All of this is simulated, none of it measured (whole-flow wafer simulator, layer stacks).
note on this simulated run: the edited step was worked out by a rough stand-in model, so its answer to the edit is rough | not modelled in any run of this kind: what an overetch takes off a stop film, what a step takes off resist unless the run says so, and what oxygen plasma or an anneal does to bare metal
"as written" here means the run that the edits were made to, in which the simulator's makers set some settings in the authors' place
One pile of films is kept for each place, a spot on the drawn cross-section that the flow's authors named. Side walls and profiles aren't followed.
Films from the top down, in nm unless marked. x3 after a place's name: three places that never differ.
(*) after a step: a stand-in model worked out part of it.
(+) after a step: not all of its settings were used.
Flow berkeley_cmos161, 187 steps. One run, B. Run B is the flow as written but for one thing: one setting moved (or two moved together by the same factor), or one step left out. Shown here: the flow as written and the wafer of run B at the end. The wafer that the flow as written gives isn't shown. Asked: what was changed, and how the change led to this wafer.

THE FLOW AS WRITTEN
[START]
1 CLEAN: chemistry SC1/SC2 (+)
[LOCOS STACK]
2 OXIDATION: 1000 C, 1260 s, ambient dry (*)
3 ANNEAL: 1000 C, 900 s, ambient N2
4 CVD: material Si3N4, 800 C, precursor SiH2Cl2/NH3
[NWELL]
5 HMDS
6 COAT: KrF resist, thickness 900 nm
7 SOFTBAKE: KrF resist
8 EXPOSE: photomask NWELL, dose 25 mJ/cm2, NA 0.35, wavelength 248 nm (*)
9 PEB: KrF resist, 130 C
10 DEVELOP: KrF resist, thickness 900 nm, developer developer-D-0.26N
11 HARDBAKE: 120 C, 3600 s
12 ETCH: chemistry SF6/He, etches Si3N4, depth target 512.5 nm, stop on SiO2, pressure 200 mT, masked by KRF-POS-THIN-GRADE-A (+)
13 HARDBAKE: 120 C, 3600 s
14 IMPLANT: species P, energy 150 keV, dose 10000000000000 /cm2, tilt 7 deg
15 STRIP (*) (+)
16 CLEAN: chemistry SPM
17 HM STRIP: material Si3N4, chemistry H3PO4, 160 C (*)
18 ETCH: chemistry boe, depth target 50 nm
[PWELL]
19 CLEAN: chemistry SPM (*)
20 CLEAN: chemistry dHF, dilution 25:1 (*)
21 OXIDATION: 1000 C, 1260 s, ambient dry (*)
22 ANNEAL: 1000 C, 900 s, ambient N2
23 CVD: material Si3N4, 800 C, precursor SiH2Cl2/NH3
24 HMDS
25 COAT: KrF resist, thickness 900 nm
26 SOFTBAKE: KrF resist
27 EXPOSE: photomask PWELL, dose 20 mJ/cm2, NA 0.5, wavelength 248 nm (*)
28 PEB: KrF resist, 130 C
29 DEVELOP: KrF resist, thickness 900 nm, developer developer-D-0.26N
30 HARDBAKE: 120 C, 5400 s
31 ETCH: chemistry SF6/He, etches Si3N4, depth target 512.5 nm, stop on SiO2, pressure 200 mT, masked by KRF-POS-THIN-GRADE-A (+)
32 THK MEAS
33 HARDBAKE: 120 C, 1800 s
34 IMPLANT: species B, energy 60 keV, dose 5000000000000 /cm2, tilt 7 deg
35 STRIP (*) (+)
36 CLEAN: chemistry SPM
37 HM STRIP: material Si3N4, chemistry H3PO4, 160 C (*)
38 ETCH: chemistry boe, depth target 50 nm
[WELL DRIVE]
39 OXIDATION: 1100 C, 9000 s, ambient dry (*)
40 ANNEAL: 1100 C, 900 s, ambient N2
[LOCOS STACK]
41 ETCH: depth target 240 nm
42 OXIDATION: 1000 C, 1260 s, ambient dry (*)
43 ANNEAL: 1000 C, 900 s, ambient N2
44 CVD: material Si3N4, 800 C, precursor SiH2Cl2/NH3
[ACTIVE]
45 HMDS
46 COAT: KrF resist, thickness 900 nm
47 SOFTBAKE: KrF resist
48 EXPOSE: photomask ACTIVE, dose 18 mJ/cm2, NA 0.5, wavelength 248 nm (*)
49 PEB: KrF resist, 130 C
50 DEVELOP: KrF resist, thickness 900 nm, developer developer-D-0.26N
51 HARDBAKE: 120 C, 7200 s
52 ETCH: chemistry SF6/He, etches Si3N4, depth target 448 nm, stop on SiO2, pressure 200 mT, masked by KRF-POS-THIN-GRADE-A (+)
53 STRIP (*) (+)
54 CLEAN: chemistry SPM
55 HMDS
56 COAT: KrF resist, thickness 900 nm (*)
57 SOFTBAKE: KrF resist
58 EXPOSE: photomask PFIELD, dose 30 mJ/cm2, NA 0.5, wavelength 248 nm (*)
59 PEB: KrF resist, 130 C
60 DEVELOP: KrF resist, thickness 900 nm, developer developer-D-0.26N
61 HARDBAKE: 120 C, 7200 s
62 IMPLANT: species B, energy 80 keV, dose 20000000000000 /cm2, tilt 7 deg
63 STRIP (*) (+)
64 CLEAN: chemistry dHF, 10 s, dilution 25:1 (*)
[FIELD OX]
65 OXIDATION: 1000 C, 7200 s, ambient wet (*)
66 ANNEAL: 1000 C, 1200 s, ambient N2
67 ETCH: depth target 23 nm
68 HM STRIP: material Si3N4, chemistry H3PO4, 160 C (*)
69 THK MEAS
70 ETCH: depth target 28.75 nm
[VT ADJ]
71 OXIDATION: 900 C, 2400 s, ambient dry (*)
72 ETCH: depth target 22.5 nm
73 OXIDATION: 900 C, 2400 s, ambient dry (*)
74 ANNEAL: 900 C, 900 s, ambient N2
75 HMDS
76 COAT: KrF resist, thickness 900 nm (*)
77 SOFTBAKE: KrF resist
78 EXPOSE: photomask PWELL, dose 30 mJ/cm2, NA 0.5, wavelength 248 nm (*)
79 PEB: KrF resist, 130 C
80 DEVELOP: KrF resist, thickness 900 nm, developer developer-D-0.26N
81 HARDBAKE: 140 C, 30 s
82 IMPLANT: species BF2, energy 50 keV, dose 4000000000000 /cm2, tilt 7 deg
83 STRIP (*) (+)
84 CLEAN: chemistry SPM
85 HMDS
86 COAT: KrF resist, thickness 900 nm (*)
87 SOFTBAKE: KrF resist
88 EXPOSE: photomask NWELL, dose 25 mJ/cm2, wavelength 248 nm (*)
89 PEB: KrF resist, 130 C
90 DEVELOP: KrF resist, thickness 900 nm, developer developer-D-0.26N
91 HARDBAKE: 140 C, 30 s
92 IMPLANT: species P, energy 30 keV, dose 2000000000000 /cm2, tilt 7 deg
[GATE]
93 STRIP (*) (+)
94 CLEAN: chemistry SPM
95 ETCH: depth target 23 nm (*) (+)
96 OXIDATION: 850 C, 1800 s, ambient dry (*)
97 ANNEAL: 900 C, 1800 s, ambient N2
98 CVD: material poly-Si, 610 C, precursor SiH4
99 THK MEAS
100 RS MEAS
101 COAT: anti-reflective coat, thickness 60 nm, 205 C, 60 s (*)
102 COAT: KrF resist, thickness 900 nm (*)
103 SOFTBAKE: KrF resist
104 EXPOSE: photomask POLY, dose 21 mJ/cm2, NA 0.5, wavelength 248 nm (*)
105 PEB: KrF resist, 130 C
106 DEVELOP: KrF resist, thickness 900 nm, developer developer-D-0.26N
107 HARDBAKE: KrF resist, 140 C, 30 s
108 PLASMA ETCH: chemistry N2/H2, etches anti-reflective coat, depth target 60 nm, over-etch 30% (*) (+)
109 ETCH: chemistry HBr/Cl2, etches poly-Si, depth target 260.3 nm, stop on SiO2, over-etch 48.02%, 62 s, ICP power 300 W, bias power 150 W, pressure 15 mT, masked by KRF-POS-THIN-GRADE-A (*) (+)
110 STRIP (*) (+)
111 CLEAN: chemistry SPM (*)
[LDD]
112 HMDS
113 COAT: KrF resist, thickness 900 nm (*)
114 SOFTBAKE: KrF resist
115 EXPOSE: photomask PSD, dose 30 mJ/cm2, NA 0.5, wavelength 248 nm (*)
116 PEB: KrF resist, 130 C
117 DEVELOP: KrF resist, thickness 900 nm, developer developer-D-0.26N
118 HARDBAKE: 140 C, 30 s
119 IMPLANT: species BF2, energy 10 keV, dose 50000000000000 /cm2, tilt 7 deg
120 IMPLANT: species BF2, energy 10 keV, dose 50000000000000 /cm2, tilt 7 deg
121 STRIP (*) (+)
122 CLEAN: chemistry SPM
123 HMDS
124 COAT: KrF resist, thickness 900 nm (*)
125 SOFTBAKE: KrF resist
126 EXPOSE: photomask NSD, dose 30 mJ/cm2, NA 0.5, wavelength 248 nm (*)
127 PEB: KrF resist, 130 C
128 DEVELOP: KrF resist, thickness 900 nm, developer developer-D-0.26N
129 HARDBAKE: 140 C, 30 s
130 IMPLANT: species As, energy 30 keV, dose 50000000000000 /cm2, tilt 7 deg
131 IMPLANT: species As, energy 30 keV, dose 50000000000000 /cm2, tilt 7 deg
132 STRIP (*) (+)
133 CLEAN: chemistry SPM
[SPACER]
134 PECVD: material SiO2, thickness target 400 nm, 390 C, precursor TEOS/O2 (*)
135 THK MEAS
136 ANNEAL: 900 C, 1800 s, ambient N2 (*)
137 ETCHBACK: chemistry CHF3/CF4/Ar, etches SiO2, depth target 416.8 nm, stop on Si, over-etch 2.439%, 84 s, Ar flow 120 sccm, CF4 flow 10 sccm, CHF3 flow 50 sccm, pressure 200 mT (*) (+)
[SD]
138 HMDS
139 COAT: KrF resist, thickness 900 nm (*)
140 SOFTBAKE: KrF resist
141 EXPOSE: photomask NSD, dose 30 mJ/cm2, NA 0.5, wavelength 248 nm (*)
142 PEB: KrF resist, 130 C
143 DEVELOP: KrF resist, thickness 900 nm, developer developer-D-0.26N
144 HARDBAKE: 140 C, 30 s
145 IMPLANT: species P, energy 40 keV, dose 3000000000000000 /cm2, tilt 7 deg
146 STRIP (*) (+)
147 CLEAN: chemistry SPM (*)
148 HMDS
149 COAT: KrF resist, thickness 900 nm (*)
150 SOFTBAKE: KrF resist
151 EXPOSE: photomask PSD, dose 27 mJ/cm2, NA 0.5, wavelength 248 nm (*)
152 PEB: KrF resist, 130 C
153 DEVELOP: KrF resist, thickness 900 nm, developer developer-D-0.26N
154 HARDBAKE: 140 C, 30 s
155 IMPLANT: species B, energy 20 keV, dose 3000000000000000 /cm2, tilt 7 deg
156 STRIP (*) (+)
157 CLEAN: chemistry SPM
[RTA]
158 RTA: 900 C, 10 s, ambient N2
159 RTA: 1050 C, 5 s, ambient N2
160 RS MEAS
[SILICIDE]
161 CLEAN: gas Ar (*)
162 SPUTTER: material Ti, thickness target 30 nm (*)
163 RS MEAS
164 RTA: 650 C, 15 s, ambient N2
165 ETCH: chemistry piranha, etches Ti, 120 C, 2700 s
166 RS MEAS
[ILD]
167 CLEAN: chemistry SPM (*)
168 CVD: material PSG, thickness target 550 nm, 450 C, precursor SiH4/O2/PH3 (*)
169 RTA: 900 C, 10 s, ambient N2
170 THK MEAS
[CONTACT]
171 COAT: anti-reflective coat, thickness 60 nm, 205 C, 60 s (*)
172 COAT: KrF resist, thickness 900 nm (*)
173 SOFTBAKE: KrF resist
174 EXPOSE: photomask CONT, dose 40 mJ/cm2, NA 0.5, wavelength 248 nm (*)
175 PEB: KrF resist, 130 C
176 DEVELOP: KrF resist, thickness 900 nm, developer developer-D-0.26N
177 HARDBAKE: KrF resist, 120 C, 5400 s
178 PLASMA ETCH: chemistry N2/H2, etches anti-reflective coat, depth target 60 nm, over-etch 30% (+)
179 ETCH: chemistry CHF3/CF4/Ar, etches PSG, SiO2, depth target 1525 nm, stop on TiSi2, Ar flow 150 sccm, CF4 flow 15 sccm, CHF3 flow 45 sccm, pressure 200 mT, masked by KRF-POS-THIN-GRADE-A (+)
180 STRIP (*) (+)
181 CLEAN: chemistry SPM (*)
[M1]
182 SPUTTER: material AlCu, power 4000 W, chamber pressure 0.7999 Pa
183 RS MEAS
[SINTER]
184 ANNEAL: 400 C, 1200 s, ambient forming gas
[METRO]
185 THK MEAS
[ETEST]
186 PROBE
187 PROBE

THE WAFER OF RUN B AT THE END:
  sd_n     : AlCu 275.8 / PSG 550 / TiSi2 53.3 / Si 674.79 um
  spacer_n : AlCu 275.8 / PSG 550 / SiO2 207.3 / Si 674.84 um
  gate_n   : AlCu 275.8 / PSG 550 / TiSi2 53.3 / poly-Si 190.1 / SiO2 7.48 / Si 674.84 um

The cause: step 39, OXIDATION: 14400 s was run, where the flow has 9000 s.

How the change led to this, step by step:
  39 OXIDATION: 1100 C, 9000 s, ambient dry (*)
      field, sd_n, spacer_n and 6 more: SiO2 +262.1 (new film), Si -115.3 (as written it would be: SiO2 +197.6 (new film), Si -86.9)
  41 ETCH: depth target 240 nm
      field, sd_n, spacer_n and 6 more: SiO2 -240 (as written it would be: SiO2 -197.6 (all of it))
  42 OXIDATION: 1000 C, 1260 s, ambient dry (*)
      field, sd_n, spacer_n and 6 more: SiO2 +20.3, Si -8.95 (as written it would be: SiO2 +26.6 (new film), Si -11.7)
  65 OXIDATION: 1000 C, 7200 s, ambient wet (*)
      sd_n: SiO2 +12.1 (new film), Si3N4 -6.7, SiO2 +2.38, Si -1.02 (as written it would be: SiO2 +12.1 (new film), Si3N4 -6.7, SiO2 +0.25, Si -0.15)
      sd_p: SiO2 +12.1 (new film), Si3N4 -6.7, SiO2 +2.41, Si -1.04 (as written it would be: SiO2 +12.1 (new film), Si3N4 -6.7, SiO2 +0.25, Si -0.15)
  70 ETCH: depth target 28.75 nm
      spacer_n, gate_n, spacer_p, gate_p, contact, m1: SiO2 -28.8 (as written it would be: SiO2 -24.8 (all of it))
      sd_n, sd_p: SiO2 -28.8 (as written it would be: SiO2 -25 (all of it))
  71 OXIDATION: 900 C, 2400 s, ambient dry (*)
      spacer_n, gate_n, spacer_p, gate_p, contact, m1: SiO2 +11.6, Si -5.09 (as written it would be: SiO2 +14.9 (new film), Si -6.57)
      sd_n, sd_p: SiO2 +11.1, Si -4.89 (as written it would be: SiO2 +14.9 (new film), Si -6.57)
  72 ETCH: depth target 22.5 nm
      sd_n, spacer_n, gate_n, sd_p, spacer_p, gate_p, contact, m1: SiO2 -22.5 (as written it would be: SiO2 -14.9 (all of it))
  73 OXIDATION: 900 C, 2400 s, ambient dry (*)
      spacer_n, gate_n, spacer_p, gate_p, contact, m1: SiO2 +13.9, Si -6.13 (as written it would be: SiO2 +14.9 (new film), Si -6.57)
      sd_n, sd_p: SiO2 +12.4, Si -5.45 (as written it would be: SiO2 +14.9 (new film), Si -6.57)
  101 COAT: anti-reflective coat, thickness 60 nm, 205 C, 60 s (*)
      sd_n: anti-reflective coat +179 (new film) (as written it would be: anti-reflective coat +173.5 (new film))
      spacer_n: anti-reflective coat +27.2 (new film) (as written it would be: anti-reflective coat +28.7 (new film))
      (and at 3 more places)
  108 PLASMA ETCH: chemistry N2/H2, etches anti-reflective coat, depth target 60 nm, over-etch 30% (*) (+)
      sd_n: anti-reflective coat -179 (all of it), poly-Si -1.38 (as written it would be: anti-reflective coat -173.5 (all of it), poly-Si -1.33)
      spacer_n: anti-reflective coat -27.2 (all of it), poly-Si -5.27 (as written it would be: anti-reflective coat -28.7 (all of it), poly-Si -5.05)
      (and at 1 more place)
  110 STRIP (*) (+)
      gate_n: chemical SiO2 +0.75 (new film), KrF resist -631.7 (all of it), anti-reflective coat -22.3 (all of it), poly-Si -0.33 (as written it would be: chemical SiO2 +0.75 (new film), KrF resist -626.8 (all of it), anti-reflective coat -23.7 (all of it), poly-Si -0.33)
      gate_p: chemical SiO2 +0.75 (new film), KrF resist -601.3 (all of it), anti-reflective coat -27.1 (all of it), poly-Si -0.33 (as written it would be: chemical SiO2 +0.75 (new film), KrF resist -598.2 (all of it), anti-reflective coat -27.9 (all of it), poly-Si -0.33)
  171 COAT: anti-reflective coat, thickness 60 nm, 205 C, 60 s (*)
      sd_n: anti-reflective coat +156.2 (new film) (as written it would be: anti-reflective coat +149.7 (new film))
      m1: anti-reflective coat +100.1 (new film) (as written it would be: anti-reflective coat +97.8 (new film))
  180 STRIP (*) (+)
      sd_n: KrF resist -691 (all of it), anti-reflective coat -156.2 (all of it) (as written it would be: KrF resist -692.5 (all of it), anti-reflective coat -149.7 (all of it))
      m1: KrF resist -742.4 (all of it), anti-reflective coat -100.1 (all of it) (as written it would be: KrF resist -739.9 (all of it), anti-reflective coat -97.8 (all of it))
